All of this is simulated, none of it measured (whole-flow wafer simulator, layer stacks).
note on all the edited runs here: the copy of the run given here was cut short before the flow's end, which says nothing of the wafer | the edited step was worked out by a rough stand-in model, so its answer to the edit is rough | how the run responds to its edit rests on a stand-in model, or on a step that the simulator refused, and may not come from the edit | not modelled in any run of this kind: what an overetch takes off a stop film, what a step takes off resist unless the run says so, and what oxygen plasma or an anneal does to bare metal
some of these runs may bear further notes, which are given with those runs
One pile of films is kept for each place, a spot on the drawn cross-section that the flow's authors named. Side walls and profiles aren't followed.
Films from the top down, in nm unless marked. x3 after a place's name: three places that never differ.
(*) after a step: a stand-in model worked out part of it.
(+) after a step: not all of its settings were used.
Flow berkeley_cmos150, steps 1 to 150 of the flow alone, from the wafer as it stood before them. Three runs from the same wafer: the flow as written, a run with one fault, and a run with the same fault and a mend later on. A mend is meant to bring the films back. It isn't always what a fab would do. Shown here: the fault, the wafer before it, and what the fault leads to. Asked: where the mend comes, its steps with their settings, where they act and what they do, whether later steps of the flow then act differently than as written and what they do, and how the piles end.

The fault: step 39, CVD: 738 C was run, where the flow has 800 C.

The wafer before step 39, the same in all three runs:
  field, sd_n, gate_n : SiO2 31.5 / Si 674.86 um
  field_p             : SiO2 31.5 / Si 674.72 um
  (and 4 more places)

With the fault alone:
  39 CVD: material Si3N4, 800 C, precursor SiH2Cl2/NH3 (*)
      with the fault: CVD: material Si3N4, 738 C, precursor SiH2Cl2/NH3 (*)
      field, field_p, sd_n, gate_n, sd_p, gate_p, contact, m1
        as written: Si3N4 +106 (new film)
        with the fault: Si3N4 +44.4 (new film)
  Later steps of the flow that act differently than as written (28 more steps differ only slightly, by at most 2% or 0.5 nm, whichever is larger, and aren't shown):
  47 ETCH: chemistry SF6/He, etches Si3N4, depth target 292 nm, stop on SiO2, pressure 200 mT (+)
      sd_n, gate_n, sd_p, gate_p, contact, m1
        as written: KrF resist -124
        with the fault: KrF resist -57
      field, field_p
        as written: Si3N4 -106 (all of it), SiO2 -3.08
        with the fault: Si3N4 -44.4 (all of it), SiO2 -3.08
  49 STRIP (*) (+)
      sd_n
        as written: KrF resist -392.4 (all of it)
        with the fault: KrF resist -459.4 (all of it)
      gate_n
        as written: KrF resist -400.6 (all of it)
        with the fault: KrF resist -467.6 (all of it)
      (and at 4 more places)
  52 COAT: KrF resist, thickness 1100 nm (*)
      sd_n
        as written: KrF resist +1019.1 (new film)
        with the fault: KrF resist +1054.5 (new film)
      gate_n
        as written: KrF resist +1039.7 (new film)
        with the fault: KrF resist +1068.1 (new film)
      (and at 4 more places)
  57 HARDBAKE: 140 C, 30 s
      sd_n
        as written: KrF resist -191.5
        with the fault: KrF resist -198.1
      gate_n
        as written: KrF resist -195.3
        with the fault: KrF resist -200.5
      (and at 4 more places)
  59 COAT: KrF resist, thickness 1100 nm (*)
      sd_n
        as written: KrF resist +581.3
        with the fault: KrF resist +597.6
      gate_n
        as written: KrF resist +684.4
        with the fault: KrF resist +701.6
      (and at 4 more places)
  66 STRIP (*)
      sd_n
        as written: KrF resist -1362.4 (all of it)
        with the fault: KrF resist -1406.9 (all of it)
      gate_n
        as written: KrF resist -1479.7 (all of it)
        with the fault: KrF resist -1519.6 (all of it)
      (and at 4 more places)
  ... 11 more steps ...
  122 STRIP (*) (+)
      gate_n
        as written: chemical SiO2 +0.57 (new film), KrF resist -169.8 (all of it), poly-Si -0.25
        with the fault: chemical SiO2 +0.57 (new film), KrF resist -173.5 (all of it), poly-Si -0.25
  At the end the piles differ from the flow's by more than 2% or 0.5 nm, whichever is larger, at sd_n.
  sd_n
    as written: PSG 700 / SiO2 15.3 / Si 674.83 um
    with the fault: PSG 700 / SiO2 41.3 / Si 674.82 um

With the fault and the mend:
  The mend comes after step 46.
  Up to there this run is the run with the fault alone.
  46a STRIP (*) (+)
      sd_n
        KrF resist -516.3 (all of it)
      gate_n
        KrF resist -524.6 (all of it)
      sd_p
        KrF resist -566.8 (all of it)
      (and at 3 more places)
  46b CLEAN: chemistry SPM
      changes no film at any place that is followed
  46c CVD: material Si3N4, 800 C, precursor SiH2Cl2/NH3 (*) (the flow's step 39 once more, with other settings that aren't printed)
      field, field_p, sd_n, gate_n, sd_p, gate_p, contact, m1
        Si3N4 +61.6
  46d HMDS (the flow's step 40 once more)
      changes no film at any place that is followed
  46e COAT: KrF resist, thickness 650 nm (*) (the flow's step 41 once more)
      field
        KrF resist +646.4 (new film)
      field_p
        KrF resist +715.2 (new film)
      sd_n
        KrF resist +633.7 (new film)
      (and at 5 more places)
  46f SOFTBAKE: KrF resist (the flow's step 42 once more)
      changes no film at any place that is followed
  46g EXPOSE: photomask ACTIVE, dose 19.46 mJ/cm2, NA 0.5, wavelength 248 nm (*) (the flow's step 43 once more)
      changes no film at any place that is followed
  46h PEB: KrF resist, 130 C, 60 s (the flow's step 44 once more)
      gate_n, contact, m1
        KrF resist -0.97
      field
        KrF resist -0.98
      field_p
        KrF resist -1.1
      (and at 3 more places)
  46i DEVELOP: KrF resist, thickness 650 nm, developer developer-D-0.26N (the flow's step 45 once more)
      sd_n, gate_n, sd_p, gate_p, contact, m1
        KrF resist -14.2
      field
        KrF resist -645.4 (all of it)
      field_p
        KrF resist -714.1 (all of it)
  46j HARDBAKE: 140 C, 30 s (the flow's step 46 once more)
      sd_n
        KrF resist -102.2
      gate_n
        KrF resist -103.8
      sd_p
        KrF resist -112.2
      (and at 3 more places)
  No later step of the flow acts differently than as written, at any place that is followed, by more than 2% or 0.5 nm, whichever is larger.
  At the end the piles are the same as the flow's at every place that both follow.
